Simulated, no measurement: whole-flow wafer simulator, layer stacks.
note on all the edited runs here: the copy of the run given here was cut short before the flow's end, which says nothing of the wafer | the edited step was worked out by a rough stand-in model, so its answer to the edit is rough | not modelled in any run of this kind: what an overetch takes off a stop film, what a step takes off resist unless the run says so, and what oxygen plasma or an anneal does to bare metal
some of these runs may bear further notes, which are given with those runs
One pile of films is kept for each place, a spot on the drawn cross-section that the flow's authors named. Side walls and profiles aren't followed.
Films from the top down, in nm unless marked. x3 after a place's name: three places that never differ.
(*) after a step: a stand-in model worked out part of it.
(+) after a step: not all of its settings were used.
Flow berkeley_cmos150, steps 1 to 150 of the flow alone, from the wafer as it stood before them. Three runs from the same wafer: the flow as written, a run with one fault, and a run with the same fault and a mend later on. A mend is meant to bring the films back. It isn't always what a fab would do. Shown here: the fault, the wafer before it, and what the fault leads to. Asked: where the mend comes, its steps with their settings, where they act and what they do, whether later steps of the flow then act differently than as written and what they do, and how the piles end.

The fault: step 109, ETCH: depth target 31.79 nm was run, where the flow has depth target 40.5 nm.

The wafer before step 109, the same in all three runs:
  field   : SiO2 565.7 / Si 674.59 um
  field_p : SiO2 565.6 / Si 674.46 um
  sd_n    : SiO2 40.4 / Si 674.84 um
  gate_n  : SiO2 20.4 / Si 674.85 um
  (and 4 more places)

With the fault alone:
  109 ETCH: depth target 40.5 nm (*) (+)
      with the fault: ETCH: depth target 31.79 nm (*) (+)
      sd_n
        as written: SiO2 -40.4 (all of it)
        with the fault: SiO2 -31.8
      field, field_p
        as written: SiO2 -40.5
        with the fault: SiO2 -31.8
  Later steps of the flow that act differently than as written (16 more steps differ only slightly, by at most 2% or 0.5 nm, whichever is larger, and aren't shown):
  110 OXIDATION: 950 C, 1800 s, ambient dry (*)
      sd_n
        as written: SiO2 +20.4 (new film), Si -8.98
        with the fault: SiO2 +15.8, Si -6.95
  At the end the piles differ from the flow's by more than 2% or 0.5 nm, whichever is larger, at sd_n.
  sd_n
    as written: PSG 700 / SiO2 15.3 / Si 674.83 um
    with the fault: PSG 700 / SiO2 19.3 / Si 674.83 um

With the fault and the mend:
  The mend comes after step 109.
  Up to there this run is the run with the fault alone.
  109a ETCH: depth target 8.707 nm (the flow's step 109 once more, with other settings)
      field, field_p
        SiO2 -8.71
      sd_n
        SiO2 -8.65 (all of it)
  No later step of the flow acts differently than as written, at any place that is followed, by more than 2% or 0.5 nm, whichever is larger.
  At the end the piles are the same as the flow's at every place that both follow.
